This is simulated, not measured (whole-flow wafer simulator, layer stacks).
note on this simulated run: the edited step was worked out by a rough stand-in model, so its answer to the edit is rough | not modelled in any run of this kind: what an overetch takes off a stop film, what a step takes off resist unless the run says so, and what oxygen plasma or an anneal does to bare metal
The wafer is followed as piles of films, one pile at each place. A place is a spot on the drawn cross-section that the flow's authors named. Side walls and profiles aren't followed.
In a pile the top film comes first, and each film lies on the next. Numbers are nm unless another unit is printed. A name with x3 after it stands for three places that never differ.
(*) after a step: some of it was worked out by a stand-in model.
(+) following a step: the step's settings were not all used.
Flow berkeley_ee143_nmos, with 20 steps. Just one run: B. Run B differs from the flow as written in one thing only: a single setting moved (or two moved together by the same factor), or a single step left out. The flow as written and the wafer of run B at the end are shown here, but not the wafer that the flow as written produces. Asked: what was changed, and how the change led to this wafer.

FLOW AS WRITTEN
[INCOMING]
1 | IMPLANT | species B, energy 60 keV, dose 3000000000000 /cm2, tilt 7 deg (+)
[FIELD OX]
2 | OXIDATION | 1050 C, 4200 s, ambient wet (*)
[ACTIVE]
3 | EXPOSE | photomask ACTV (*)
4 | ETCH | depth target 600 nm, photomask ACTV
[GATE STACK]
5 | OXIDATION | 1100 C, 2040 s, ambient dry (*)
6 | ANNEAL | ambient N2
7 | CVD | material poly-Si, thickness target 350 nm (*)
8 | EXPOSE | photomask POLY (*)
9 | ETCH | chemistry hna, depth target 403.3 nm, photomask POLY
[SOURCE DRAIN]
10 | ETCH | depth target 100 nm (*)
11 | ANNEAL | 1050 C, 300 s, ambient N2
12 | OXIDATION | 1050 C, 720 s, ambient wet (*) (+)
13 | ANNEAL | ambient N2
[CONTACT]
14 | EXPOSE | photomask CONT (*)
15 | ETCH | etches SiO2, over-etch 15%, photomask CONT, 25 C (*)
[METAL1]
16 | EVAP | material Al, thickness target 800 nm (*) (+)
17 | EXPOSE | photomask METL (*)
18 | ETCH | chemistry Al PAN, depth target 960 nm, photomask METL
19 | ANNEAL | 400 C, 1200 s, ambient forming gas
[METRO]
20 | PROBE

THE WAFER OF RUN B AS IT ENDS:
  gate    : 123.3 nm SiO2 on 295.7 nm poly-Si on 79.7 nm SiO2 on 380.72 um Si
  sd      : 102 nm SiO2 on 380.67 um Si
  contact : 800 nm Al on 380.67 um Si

What caused this: step 12, OXIDATION: 315 s was run, whereas the flow has 720 s.

Step by step, how the change led to this:
  12 | OXIDATION | 1050 C, 720 s, ambient wet (*) (+)
      sd, contact: SiO2 gains 102 (new film), Si loses 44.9 (it would be, as written: SiO2 gains 189.4 (new film), Si loses 83.4)
      gate: SiO2 gains 123.3 (new film), poly-Si loses 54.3 (it would be, as written: SiO2 gains 217.6 (new film), poly-Si loses 95.7)
      (as well as at 1 more place)
  15 | ETCH | etches SiO2, over-etch 15%, photomask CONT, 25 C (*)
      contact: SiO2 loses 102 (all of it) (it would be, as written: SiO2 loses 189.4 (all of it))
